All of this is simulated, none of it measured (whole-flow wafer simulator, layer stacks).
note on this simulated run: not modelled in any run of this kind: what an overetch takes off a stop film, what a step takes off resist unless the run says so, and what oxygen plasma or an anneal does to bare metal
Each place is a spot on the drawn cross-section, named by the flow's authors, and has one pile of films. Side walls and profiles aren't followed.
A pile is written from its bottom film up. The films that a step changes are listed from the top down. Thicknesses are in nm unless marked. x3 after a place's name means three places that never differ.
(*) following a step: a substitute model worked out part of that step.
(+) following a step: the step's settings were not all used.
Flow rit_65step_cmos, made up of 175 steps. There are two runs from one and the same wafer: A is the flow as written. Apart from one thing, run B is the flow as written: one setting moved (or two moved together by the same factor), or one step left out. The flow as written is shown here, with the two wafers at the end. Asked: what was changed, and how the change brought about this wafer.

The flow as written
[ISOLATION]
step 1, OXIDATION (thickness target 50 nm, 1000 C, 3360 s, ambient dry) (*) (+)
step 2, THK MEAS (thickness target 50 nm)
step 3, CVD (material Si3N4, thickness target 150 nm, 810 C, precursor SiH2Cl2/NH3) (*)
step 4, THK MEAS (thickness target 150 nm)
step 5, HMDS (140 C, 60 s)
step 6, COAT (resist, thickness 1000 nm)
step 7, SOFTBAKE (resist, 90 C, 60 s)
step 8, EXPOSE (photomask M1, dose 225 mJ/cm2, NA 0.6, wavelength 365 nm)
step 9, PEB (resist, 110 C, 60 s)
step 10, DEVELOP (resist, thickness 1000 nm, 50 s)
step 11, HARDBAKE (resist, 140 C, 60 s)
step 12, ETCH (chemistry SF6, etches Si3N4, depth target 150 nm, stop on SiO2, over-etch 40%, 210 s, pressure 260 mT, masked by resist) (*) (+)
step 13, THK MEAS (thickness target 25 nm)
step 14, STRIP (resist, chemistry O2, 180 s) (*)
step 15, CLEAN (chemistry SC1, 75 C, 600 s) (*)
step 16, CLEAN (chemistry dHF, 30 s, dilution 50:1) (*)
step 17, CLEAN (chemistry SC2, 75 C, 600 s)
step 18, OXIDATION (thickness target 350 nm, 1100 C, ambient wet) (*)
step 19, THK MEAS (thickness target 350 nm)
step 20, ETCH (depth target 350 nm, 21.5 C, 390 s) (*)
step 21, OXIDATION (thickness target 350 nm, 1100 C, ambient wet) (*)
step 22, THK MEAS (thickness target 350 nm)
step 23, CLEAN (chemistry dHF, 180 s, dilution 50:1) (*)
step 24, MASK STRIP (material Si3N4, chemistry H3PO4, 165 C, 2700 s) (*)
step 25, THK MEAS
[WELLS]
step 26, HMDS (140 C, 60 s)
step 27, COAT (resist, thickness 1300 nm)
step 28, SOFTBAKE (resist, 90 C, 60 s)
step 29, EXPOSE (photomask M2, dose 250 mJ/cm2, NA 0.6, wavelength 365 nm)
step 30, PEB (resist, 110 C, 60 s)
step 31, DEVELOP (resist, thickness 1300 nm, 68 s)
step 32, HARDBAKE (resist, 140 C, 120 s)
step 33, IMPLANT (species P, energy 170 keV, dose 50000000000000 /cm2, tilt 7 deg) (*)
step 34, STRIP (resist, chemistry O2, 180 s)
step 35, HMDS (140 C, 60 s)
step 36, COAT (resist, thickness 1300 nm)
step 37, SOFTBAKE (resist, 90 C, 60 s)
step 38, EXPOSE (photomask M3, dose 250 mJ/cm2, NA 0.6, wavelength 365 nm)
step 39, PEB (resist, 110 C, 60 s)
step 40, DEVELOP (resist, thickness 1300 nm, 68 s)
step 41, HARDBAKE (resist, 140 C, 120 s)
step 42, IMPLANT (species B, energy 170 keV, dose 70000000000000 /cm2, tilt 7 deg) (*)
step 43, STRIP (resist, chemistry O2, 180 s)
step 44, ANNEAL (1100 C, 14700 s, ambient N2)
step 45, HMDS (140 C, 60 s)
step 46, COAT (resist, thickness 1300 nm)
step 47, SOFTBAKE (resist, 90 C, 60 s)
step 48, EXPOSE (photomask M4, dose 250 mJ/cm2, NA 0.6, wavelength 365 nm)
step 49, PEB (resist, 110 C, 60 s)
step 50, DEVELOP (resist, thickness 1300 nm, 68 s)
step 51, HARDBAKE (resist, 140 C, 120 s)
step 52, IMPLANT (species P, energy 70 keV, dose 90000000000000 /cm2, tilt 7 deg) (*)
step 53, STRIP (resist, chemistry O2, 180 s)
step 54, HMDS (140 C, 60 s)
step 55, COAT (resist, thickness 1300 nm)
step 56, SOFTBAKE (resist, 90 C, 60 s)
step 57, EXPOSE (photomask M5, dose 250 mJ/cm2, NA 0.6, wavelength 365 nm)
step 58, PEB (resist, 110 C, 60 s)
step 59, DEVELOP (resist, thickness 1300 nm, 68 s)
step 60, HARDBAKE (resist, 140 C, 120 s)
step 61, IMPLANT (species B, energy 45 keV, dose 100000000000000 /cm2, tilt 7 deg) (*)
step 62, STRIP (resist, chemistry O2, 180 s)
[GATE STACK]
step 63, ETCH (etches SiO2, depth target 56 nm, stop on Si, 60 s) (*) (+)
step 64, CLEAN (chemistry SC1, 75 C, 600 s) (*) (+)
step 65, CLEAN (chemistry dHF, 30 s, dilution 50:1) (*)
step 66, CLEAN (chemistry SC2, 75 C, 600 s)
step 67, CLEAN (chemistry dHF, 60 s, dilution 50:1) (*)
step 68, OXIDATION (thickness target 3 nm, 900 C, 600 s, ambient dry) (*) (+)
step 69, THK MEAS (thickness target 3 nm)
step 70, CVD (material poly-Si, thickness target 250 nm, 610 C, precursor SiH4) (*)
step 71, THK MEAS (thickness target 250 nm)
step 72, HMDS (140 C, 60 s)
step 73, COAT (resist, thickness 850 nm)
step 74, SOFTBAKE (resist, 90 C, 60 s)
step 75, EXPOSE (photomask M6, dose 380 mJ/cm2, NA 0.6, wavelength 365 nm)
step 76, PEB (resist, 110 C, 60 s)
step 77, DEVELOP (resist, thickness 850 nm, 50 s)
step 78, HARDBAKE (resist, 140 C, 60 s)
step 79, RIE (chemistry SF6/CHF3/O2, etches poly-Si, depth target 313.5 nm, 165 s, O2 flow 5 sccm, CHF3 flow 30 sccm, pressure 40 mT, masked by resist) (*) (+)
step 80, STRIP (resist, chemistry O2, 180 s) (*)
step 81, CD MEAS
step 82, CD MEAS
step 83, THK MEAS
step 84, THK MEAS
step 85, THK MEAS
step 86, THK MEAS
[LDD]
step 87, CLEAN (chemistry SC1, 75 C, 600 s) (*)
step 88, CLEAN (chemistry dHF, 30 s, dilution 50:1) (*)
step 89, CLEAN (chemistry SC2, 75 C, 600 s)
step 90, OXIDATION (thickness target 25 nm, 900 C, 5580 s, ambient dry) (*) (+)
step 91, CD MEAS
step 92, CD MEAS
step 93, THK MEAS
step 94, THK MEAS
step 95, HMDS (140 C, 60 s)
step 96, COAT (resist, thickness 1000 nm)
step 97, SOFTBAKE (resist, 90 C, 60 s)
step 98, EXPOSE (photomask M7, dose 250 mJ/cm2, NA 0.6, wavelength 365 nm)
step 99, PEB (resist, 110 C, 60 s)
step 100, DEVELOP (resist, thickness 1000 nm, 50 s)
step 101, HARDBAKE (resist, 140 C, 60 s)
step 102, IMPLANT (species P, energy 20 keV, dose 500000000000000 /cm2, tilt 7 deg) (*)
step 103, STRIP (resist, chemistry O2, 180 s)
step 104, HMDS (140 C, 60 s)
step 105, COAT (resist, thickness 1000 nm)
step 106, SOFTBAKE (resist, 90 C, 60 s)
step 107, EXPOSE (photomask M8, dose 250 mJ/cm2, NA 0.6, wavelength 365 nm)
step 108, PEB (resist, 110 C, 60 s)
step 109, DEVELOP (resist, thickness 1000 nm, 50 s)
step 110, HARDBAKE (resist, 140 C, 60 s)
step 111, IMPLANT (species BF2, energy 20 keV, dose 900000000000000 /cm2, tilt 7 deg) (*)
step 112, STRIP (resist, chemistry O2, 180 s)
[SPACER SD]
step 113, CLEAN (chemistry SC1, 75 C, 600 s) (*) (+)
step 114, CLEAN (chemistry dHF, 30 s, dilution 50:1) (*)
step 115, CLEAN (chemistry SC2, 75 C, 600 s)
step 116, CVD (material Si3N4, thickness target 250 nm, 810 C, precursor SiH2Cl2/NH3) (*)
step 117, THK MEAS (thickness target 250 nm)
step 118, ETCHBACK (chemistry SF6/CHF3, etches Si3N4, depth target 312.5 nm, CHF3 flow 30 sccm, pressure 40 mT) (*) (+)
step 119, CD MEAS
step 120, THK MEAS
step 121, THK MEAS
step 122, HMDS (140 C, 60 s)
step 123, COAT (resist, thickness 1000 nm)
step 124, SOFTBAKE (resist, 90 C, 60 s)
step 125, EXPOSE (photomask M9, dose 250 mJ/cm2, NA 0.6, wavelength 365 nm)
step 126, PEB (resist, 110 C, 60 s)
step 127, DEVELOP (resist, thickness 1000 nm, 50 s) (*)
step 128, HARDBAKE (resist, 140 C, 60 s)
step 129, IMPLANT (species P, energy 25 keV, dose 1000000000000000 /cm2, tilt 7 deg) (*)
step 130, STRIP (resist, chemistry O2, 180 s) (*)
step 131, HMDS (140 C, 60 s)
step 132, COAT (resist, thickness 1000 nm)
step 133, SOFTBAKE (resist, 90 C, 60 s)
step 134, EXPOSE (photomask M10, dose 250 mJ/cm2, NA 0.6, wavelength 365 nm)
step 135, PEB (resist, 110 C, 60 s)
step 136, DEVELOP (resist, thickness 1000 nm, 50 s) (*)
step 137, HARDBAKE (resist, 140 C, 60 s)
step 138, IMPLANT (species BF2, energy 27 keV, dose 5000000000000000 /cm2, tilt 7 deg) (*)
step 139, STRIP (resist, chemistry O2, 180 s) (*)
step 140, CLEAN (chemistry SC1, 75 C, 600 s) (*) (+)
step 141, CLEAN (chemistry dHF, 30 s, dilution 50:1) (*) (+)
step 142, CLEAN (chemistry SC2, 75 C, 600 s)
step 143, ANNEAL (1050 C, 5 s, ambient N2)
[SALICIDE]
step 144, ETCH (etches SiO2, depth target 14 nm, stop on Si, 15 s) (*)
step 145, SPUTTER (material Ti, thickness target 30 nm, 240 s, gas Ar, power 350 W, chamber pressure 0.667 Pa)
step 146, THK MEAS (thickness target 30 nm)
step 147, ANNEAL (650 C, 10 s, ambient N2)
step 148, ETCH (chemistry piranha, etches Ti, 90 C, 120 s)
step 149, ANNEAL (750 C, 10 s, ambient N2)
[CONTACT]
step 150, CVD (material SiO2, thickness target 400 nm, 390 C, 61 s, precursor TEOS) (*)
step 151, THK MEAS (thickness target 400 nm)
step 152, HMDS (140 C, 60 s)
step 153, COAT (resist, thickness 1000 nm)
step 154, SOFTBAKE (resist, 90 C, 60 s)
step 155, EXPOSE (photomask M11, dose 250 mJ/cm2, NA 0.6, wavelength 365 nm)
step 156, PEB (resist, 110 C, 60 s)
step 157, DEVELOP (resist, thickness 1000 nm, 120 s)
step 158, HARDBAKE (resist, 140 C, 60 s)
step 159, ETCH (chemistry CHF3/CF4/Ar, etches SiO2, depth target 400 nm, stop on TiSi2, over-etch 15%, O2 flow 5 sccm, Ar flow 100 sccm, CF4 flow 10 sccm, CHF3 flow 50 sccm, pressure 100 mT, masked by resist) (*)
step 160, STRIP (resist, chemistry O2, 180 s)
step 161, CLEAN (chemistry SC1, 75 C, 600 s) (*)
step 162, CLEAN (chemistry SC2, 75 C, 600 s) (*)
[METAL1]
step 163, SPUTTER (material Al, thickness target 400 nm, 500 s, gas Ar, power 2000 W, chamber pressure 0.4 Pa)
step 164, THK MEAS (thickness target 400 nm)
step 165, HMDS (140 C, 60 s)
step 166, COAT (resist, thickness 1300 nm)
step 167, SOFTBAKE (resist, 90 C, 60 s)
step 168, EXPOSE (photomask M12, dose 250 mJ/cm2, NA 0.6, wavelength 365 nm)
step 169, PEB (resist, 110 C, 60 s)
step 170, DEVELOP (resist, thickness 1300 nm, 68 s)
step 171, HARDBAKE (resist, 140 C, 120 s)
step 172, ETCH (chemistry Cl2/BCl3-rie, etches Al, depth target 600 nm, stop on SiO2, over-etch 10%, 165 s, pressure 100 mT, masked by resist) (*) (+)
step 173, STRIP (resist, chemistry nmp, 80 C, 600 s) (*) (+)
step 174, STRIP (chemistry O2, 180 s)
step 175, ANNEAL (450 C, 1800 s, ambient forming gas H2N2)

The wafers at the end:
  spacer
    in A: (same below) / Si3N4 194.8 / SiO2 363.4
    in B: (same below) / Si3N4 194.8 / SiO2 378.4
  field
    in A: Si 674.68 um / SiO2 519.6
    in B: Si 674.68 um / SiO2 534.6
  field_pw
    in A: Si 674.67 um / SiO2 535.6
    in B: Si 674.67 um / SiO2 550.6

The reason: step 163, SPUTTER: thickness target 520 nm was run, whereas the flow has thickness target 400 nm.

How this came from the change, step by step:
  step 163, SPUTTER (material Al, thickness target 400 nm, 500 s, gas Ar, power 2000 W, chamber pressure 0.4 Pa)
      field, field_pw, field_p, spacer, spacer_p: A Al gains 400 (new film) | B Al gains 520 (new film)
      gate_n, gate_p: A Al gains 396 (new film) | B Al gains 503.1 (new film)
      (as well as at 1 more place)
  step 172, ETCH (chemistry Cl2/BCl3-rie, etches Al, depth target 600 nm, stop on SiO2, over-etch 10%, 165 s, pressure 100 mT, masked by resist) (*) (+)
      field, field_pw, field_p, spacer, spacer_p: A Al loses 400 (all of it), SiO2 loses 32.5 | B Al loses 520 (all of it), SiO2 loses 17.5
      gate_n, gate_p: A Al loses 396 (all of it), SiO2 loses 33 | B Al loses 503.1 (all of it), SiO2 loses 19.6
      (as well as at 1 more place)
